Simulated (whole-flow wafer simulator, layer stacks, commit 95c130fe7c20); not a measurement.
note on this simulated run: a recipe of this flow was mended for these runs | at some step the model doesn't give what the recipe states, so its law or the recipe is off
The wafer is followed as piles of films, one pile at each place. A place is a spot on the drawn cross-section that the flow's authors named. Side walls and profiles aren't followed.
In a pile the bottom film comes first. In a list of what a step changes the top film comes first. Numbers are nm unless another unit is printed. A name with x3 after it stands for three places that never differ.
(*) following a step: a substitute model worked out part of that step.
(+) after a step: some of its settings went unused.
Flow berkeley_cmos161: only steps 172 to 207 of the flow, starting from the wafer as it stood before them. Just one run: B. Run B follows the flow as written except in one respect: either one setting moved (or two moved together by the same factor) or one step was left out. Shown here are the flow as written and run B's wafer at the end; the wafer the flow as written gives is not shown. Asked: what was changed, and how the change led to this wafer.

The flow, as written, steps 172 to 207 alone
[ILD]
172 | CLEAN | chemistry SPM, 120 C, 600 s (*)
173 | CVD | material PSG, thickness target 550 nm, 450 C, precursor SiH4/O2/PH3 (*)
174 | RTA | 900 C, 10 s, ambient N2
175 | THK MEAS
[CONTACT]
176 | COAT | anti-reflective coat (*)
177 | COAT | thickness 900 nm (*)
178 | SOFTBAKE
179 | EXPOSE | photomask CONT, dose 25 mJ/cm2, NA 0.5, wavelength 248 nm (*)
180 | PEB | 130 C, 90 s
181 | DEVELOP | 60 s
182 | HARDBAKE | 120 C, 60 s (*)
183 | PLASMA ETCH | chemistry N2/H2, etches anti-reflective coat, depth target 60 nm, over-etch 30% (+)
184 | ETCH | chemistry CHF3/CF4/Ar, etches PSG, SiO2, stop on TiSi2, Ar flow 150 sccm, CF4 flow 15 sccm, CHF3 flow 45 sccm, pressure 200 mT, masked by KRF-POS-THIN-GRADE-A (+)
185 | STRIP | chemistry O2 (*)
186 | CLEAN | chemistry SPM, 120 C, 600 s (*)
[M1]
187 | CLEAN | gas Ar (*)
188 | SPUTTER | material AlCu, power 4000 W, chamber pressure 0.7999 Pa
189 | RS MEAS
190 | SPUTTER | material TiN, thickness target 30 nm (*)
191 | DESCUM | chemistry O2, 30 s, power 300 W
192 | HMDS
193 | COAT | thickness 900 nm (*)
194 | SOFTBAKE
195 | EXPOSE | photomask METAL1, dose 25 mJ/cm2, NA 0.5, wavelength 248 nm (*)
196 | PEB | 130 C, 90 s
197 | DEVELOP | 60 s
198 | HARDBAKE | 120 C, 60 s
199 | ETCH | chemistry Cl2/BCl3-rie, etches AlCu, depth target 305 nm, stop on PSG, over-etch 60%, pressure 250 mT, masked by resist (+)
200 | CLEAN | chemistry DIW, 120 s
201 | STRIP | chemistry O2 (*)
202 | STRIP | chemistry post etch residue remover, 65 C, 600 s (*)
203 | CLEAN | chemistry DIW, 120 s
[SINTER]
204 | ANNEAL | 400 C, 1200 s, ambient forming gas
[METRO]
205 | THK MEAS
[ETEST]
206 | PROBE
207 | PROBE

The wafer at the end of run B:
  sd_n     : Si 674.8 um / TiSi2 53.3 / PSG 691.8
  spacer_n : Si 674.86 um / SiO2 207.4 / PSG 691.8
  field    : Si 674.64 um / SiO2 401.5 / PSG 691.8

Cause: step 173, CVD: thickness target 720 nm was run, though the flow has thickness target 550 nm.

How this came from the change, step by step:
  173 | CVD | material PSG, thickness target 550 nm, 450 C, precursor SiH4/O2/PH3 (*)
      field, sd_n, spacer_n, gate_n, spacer_p, gate_p, contact, m1: +720 PSG (new film) (in the flow as written it would be: +550 PSG (new film))
      sd_p: +680.8 PSG (new film) (in the flow as written it would be: +522.4 PSG (new film))
  176 | COAT | anti-reflective coat (*)
      field: +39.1 anti-reflective coat (new film) (in the flow as written it would be: +38.3 anti-reflective coat (new film))
      sd_n: +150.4 anti-reflective coat (new film) (in the flow as written it would be: +147.3 anti-reflective coat (new film))
      (also at 3 further places)
  183 | PLASMA ETCH | chemistry N2/H2, etches anti-reflective coat, depth target 60 nm, over-etch 30% (+)
      field, sd_n, spacer_n, gate_n, sd_p, spacer_p, gate_p, m1: -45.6 KrF-resist (in the flow as written it would be: -44.4 KrF-resist)
      contact: -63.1 anti-reflective coat (all of it), -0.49 PSG (in the flow as written it would be: -61.5 anti-reflective coat (all of it), -0.47 PSG)
  184 | ETCH | chemistry CHF3/CF4/Ar, etches PSG, SiO2, stop on TiSi2, Ar flow 150 sccm, CF4 flow 15 sccm, CHF3 flow 45 sccm, pressure 200 mT, masked by KRF-POS-THIN-GRADE-A (+)
      field, sd_n, spacer_n, gate_n, sd_p, spacer_p, gate_p, m1: -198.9 KrF-resist (in the flow as written it would be: -156.4 KrF-resist)
      contact: -719.5 PSG (all of it), -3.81 TiSi2 (in the flow as written it would be: -549.5 PSG (all of it), -3.81 TiSi2)
  185 | STRIP | chemistry O2 (*)
      field: -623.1 KrF-resist (all of it), -39.1 anti-reflective coat (all of it) (in the flow as written it would be: -666.4 KrF-resist (all of it), -38.3 anti-reflective coat (all of it))
      sd_n: -647.9 KrF-resist (all of it), -150.4 anti-reflective coat (all of it) (in the flow as written it would be: -693.9 KrF-resist (all of it), -147.3 anti-reflective coat (all of it))
      (also at 6 further places)
  188 | SPUTTER | material AlCu, power 4000 W, chamber pressure 0.7999 Pa
      contact: +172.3 AlCu (new film) (in the flow as written it would be: +192.6 AlCu (new film))
  190 | SPUTTER | material TiN, thickness target 30 nm (*)
      contact: +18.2 TiN (new film) (in the flow as written it would be: +20.6 TiN (new film))
  193 | COAT | thickness 900 nm (*)
      sd_n: +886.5 KrF-resist (new film) (in the flow as written it would be: +914.9 KrF-resist (new film))
      contact: +1652.2 KrF-resist (new film) (in the flow as written it would be: +1497.7 KrF-resist (new film))
  197 | DEVELOP | 60 s
      sd_n: -884.4 KrF-resist (all of it) (in the flow as written it would be: -912.7 KrF-resist (all of it))
  198 | HARDBAKE | 120 C, 60 s
      contact: -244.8 KrF-resist (in the flow as written it would be: -221.9 KrF-resist)
  201 | STRIP | chemistry O2 (*)
      contact: -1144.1 KrF-resist (all of it) (in the flow as written it would be: -1013 KrF-resist (all of it))
      m1: -522.5 KrF-resist (all of it) (in the flow as written it would be: -537.5 KrF-resist (all of it))
